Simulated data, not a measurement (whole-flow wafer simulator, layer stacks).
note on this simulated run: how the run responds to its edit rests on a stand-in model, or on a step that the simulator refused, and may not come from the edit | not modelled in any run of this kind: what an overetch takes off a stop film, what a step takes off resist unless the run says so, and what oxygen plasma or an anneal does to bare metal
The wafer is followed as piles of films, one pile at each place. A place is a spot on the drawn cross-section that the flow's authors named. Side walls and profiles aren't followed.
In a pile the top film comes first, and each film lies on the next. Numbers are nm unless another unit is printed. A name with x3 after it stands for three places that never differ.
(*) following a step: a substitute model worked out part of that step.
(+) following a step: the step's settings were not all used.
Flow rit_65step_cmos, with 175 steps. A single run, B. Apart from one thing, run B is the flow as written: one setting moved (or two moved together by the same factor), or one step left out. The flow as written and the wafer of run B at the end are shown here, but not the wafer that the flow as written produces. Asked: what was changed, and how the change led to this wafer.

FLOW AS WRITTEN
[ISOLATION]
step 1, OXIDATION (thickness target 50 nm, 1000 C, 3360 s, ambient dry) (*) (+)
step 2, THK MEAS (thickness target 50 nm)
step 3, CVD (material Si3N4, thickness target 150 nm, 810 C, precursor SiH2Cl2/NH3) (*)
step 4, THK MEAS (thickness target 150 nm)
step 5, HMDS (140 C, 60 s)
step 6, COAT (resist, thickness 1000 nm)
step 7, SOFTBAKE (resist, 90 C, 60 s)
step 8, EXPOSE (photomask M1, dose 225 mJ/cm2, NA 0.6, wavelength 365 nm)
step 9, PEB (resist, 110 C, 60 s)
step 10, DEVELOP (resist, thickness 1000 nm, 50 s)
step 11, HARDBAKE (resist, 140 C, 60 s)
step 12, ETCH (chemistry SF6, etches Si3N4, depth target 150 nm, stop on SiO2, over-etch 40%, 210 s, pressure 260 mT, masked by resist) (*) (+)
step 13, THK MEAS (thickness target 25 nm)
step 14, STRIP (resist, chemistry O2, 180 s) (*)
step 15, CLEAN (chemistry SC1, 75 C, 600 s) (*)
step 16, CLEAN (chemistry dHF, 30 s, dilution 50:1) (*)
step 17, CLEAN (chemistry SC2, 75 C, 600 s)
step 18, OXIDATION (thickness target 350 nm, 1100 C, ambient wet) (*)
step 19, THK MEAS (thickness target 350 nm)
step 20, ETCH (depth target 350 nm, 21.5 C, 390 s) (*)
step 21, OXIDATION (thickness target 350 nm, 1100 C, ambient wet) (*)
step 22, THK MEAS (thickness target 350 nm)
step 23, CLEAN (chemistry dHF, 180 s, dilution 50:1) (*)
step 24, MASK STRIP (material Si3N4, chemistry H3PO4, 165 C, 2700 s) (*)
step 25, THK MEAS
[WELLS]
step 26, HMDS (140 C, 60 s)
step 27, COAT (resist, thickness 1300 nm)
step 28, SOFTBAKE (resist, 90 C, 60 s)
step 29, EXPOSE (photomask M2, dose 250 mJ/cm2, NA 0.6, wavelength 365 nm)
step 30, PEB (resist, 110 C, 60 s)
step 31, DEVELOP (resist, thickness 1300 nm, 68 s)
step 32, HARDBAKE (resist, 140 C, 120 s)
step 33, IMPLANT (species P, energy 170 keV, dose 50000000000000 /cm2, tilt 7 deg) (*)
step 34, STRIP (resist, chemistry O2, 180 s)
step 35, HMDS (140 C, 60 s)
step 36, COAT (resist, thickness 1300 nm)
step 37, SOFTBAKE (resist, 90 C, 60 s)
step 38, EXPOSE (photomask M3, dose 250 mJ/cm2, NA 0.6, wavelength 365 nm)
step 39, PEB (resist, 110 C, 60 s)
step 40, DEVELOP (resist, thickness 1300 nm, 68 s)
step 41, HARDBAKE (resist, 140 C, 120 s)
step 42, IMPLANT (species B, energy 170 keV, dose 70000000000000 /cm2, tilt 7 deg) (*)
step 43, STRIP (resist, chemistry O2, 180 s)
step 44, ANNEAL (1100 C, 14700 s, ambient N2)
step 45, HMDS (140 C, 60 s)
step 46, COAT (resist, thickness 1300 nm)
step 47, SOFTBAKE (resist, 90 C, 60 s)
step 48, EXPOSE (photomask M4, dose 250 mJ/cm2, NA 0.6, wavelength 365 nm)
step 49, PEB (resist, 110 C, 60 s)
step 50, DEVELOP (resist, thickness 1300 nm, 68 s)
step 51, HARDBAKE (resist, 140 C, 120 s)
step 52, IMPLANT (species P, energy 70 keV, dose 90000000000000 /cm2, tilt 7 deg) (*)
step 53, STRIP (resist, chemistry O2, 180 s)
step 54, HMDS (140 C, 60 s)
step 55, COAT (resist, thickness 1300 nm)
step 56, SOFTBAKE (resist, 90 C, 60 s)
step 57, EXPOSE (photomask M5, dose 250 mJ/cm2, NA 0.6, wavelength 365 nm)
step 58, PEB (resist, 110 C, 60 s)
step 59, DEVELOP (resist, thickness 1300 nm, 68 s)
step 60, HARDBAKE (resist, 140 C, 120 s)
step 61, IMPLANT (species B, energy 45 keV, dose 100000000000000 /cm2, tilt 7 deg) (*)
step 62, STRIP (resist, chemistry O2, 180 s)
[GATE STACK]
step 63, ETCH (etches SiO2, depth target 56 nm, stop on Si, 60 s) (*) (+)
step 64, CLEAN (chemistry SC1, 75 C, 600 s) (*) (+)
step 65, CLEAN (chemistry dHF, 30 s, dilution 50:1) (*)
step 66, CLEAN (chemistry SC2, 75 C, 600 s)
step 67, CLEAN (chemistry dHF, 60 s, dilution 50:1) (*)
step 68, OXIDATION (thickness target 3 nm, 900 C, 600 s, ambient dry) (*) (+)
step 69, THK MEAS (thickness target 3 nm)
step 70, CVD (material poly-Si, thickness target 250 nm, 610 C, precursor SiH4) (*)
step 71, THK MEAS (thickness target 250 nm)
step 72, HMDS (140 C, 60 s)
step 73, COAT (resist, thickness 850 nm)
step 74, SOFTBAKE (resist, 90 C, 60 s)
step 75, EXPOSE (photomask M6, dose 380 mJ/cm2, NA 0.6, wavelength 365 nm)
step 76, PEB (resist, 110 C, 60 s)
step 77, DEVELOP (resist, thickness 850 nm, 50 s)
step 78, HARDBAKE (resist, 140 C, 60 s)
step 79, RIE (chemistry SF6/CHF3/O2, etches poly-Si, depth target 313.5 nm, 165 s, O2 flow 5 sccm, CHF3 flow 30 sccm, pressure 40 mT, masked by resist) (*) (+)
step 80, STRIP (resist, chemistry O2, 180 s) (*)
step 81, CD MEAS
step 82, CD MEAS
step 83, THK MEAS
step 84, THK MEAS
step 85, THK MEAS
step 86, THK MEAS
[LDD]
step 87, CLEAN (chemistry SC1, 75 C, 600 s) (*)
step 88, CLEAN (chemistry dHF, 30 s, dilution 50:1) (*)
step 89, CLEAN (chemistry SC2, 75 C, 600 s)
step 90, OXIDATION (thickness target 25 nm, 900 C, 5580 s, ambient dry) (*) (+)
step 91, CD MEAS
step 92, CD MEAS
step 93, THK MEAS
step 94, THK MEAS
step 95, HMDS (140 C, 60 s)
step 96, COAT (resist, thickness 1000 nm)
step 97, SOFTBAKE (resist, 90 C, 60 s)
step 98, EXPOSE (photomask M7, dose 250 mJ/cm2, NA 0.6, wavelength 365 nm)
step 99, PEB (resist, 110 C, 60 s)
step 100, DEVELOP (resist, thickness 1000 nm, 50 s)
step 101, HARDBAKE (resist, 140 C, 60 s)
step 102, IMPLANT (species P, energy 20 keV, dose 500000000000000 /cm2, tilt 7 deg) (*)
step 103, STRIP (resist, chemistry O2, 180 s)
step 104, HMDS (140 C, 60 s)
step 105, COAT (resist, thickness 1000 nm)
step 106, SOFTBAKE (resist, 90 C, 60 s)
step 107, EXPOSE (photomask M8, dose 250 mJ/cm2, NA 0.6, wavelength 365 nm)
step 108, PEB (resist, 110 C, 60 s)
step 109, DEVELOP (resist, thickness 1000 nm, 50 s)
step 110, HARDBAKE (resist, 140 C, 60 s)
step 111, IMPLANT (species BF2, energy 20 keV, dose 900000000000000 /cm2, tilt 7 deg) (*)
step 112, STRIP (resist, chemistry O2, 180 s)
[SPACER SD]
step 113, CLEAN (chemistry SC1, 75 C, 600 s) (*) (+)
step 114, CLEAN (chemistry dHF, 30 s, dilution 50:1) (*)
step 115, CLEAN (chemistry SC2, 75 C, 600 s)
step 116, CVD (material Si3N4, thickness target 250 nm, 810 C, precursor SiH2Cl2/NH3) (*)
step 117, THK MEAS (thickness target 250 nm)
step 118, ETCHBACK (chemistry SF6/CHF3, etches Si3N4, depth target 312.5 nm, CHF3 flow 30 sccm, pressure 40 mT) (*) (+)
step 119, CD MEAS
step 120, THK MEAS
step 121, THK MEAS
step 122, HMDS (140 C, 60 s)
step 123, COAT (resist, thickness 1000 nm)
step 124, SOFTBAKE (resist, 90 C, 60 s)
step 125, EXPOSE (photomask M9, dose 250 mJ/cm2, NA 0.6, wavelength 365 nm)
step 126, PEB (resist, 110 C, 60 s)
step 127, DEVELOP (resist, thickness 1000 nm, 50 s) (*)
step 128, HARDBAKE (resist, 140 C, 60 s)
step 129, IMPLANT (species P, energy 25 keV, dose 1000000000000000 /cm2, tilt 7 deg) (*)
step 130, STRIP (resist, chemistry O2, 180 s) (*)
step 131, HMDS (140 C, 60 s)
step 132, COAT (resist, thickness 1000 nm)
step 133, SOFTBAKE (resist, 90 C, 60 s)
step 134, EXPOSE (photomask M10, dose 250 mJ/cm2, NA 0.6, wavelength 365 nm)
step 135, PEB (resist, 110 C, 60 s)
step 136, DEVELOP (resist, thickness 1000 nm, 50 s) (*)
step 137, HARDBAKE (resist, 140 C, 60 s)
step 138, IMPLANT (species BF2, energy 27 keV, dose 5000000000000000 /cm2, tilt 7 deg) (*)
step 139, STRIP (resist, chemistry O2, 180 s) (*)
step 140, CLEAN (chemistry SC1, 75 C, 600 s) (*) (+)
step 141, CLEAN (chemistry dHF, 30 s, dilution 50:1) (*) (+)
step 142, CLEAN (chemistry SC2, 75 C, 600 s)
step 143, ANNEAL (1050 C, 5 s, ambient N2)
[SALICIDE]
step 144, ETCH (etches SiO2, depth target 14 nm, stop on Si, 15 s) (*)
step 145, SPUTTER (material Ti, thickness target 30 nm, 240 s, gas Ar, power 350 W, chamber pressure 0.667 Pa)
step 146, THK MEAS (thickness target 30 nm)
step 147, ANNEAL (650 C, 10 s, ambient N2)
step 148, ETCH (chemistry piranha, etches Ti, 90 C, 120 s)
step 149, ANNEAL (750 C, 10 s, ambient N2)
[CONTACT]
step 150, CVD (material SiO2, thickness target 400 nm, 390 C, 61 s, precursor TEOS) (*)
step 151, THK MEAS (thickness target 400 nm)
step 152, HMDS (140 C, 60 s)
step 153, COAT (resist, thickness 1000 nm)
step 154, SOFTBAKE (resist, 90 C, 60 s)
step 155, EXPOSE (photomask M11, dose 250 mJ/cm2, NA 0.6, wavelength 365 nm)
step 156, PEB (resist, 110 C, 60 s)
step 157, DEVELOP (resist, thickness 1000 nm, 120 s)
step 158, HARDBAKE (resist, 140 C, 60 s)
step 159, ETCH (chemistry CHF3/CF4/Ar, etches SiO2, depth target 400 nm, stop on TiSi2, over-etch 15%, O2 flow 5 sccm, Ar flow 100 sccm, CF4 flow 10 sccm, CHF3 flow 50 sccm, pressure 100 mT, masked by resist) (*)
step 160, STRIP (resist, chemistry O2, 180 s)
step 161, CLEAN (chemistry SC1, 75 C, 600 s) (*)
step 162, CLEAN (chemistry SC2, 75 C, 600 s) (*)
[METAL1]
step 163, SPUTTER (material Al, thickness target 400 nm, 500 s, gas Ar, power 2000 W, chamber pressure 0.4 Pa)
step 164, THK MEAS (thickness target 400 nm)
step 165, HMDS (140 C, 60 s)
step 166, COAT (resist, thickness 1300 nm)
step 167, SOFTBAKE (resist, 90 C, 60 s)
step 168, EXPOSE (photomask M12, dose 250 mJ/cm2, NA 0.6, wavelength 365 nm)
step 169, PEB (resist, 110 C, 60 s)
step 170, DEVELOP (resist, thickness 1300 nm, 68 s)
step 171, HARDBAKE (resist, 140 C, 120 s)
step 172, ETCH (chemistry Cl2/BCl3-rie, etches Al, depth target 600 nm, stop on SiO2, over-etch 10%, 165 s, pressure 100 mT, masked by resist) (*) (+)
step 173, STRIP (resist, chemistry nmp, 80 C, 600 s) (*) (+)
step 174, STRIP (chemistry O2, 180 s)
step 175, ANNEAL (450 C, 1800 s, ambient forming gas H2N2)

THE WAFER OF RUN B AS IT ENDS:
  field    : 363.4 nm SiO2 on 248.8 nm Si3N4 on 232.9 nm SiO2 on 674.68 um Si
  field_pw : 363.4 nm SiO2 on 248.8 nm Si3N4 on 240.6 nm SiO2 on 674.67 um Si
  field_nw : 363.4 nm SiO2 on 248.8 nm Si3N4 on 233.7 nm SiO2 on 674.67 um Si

Cause: step 118, ETCHBACK: chemistry SF6/CHF3, etches Si3N4, depth target 312.5 nm, CHF3 flow 30 sccm, pressure 40 mT (*) (+), was not run.

The path from the change to this, step by step:
  step 123, COAT (resist, thickness 1000 nm)
      field: resist gains 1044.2 (new film) (as written it would have been: resist gains 1066.4 (new film))
      field_p: resist gains 1051.3 (new film) (as written it would have been: resist gains 1073.5 (new film))
      (also at 4 further places)
  step 126, PEB (resist, 110 C, 60 s)
      gate_n, gate_p: resist loses 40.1 (as written it would have been: resist loses 43.1)
      field: resist loses 54.3 (as written it would have been: resist loses 55.6)
      (also at 3 further places)
  step 127, DEVELOP (resist, thickness 1000 nm, 50 s) (*)
      field: resist loses 990 (all of it) (as written it would have been: resist loses 1010.9 (all of it))
      gate_n: resist loses 738.7 (all of it) (as written it would have been: resist loses 791.9 (all of it))
      (also at 1 further place)
  step 128, HARDBAKE (resist, 140 C, 60 s)
      field_nw: resist loses 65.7 (as written it would have been: resist loses 67.1)
      field_p: resist loses 67.2 (as written it would have been: resist loses 68.8)
      (also at 2 further places)
  step 130, STRIP (resist, chemistry O2, 180 s) (*)
      gate_n: nothing (as written it would have been: chemical SiO2 gains 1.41 (new film), poly-Si loses 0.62)
      gate_p: resist loses 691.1 (all of it) (as written it would have been: chemical SiO2 gains 1.31 (new film), resist loses 741.1 (all of it), poly-Si loses 0.58)
      (also at 2 further places)
  step 132, COAT (resist, thickness 1000 nm)
      field: resist gains 1044.2 (new film) (as written it would have been: resist gains 1067 (new film))
      field_p: resist gains 1051.3 (new film) (as written it would have been: resist gains 1074 (new film))
      (also at 4 further places)
  step 135, PEB (resist, 110 C, 60 s)
      gate_n, gate_p: resist loses 40.1 (as written it would have been: resist loses 43.1)
      spacer, spacer_p: resist loses 53.7 (as written it would have been: resist loses 42)
      (also at 2 further places)
  step 136, DEVELOP (resist, thickness 1000 nm, 50 s) (*)
      field_p: resist loses 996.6 (all of it) (as written it would have been: resist loses 1018 (all of it))
      gate_p: resist loses 738.9 (all of it) (as written it would have been: resist loses 792.8 (all of it))
      (also at 1 further place)
  step 137, HARDBAKE (resist, 140 C, 60 s)
      field: resist loses 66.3 (as written it would have been: resist loses 68.3)
      field_nw: resist loses 65.7 (as written it would have been: resist loses 67.1)
      (also at 2 further places)
  step 139, STRIP (resist, chemistry O2, 180 s) (*)
      gate_n: resist loses 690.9 (all of it) (as written it would have been: resist loses 740 (all of it), chemical SiO2 gains 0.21, poly-Si loses 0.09)
      field: resist loses 923.6 (all of it) (as written it would have been: resist loses 943.1 (all of it))
      (also at 1 further place)
  step 140, CLEAN (chemistry SC1, 75 C, 600 s) (*) (+)
      field, field_pw, field_nw, field_p: Si3N4 loses 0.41 (as written it would have been: SiO2 loses 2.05)
      gate_n, gate_p: Si3N4 loses 0.41 (as written it would have been: chemical SiO2 loses 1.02, poly-Si loses 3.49)
  step 141, CLEAN (chemistry dHF, 30 s, dilution 50:1) (*) (+)
      field, field_p: Si3N4 loses 0.43 (as written it would have been: SiO2 loses 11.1)
      field_pw, field_nw: Si3N4 loses 0.43 (as written it would have been: SiO2 loses 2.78)
      (also at 2 further places)
  step 144, ETCH (etches SiO2, depth target 14 nm, stop on Si, 15 s) (*)
      field, field_pw, field_nw, field_p: Si3N4 loses 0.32 (as written it would have been: SiO2 loses 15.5)
  step 145, SPUTTER (material Ti, thickness target 30 nm, 240 s, gas Ar, power 350 W, chamber pressure 0.667 Pa)
      gate_n: Ti gains 30 (new film) (as written it would have been: Ti gains 27.3 (new film))
      gate_p: Ti gains 30 (new film) (as written it would have been: Ti gains 27.2 (new film))
  step 147, ANNEAL (650 C, 10 s, ambient N2)
      gate_n: nothing (as written it would have been: Ti loses 21.3, TiSi first gains 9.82 (new film), TiSi2 C49 gains 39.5 (new film), poly-Si loses 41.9)
      gate_p: nothing (as written it would have been: Ti loses 21.2, TiSi first gains 9.56 (new film), TiSi2 C49 gains 39.6 (new film), poly-Si loses 41.9)
  step 148, ETCH (chemistry piranha, etches Ti, 90 C, 120 s)
      gate_n: Ti loses 30 (all of it) (as written it would have been: Ti loses 6 (all of it), TiSi first loses 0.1)
      gate_p: Ti loses 30 (all of it) (as written it would have been: Ti loses 5.97 (all of it), TiSi first loses 0.1)
  ... another 8 steps ...
  step 170, DEVELOP (resist, thickness 1300 nm, 68 s)
      field: resist loses 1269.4 (all of it) (as written it would have been: resist loses 1316.6 (all of it))
      field_pw: resist loses 1257.4 (all of it) (as written it would have been: resist loses 1285.5 (all of it))
      (also at 6 further places)
